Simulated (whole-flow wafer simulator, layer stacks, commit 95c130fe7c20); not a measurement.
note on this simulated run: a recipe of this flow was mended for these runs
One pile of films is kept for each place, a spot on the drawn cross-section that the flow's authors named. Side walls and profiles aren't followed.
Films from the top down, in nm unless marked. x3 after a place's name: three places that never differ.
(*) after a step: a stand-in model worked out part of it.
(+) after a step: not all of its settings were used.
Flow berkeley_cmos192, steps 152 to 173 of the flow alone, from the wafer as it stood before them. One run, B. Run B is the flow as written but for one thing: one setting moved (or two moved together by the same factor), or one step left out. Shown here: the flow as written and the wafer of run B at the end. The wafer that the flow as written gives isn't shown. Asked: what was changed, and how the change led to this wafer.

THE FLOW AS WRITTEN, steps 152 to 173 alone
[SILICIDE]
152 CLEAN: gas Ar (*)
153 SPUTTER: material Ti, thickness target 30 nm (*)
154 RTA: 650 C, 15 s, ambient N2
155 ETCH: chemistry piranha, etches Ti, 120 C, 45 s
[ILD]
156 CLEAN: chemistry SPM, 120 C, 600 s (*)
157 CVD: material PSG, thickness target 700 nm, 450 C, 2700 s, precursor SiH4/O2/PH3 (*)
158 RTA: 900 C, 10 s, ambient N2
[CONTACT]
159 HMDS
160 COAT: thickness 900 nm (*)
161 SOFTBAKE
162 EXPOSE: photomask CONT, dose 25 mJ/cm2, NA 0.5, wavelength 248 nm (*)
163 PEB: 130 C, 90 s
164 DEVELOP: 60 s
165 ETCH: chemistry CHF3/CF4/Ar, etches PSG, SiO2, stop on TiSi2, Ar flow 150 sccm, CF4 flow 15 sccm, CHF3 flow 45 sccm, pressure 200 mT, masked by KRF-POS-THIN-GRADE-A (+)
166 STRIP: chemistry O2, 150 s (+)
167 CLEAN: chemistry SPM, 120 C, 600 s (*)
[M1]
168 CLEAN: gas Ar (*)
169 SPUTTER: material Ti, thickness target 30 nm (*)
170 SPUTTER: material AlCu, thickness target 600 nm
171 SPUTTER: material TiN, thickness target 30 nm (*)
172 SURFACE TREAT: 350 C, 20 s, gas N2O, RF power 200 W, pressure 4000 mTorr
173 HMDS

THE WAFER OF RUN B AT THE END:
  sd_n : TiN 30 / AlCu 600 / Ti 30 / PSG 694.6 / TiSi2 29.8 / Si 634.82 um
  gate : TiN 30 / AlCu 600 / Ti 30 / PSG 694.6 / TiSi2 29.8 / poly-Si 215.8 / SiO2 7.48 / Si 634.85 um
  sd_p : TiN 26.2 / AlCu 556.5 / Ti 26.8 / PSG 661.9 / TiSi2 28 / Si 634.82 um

The cause: step 153, SPUTTER: thickness target 16 nm was run, where the flow has thickness target 30 nm.

How the change led to this, step by step:
  153 SPUTTER: material Ti, thickness target 30 nm (*)
      field, sd_n, spacer_n, gate, spacer_p, gate_p, contact, m1: Ti +16 (new film) (as written it would be: Ti +30 (new film))
      sd_p: Ti +15 (new film) (as written it would be: Ti +28.2 (new film))
  154 RTA: 650 C, 15 s, ambient N2
      sd_n, contact, m1: Ti -12.5, TiSi2 C49 +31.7 (new film), Si -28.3 (as written it would be: Ti -23.4, TiSi first +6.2 (new film), TiSi2 C49 +50.3 (new film), Si -49)
      gate, gate_p: Ti -12.5, TiSi2 C49 +31.7 (new film), poly-Si -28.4 (as written it would be: Ti -23.4, TiSi first +6.2 (new film), TiSi2 C49 +50.3 (new film), poly-Si -49.2)
      (and at 1 more place)
  155 ETCH: chemistry piranha, etches Ti, 120 C, 45 s
      sd_n, gate, gate_p, contact, m1: Ti -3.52 (all of it), TiSi2 C49 -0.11 (as written it would be: Ti -6.6 (all of it), TiSi first -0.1)
      sd_p: Ti -3.31 (all of it), TiSi2 C49 -0.11 (as written it would be: Ti -6.21 (all of it), TiSi first -0.1)
      (and at 3 more places)
  158 RTA: 900 C, 10 s, ambient N2
      sd_n, contact, m1: under 1 film: TiSi2 +29.8 (new film), TiSi2 C49 -31.6 (all of it) (as written it would be: under 1 film: TiSi2 +55.9 (new film), TiSi first -6.09 (all of it), TiSi2 C49 -50.3 (all of it), Si -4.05)
      gate, gate_p: under 1 film: TiSi2 +29.8 (new film), TiSi2 C49 -31.6 (all of it) (as written it would be: under 1 film: TiSi2 +55.9 (new film), TiSi first -6.09 (all of it), TiSi2 C49 -50.3 (all of it), poly-Si -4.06)
      (and at 1 more place)
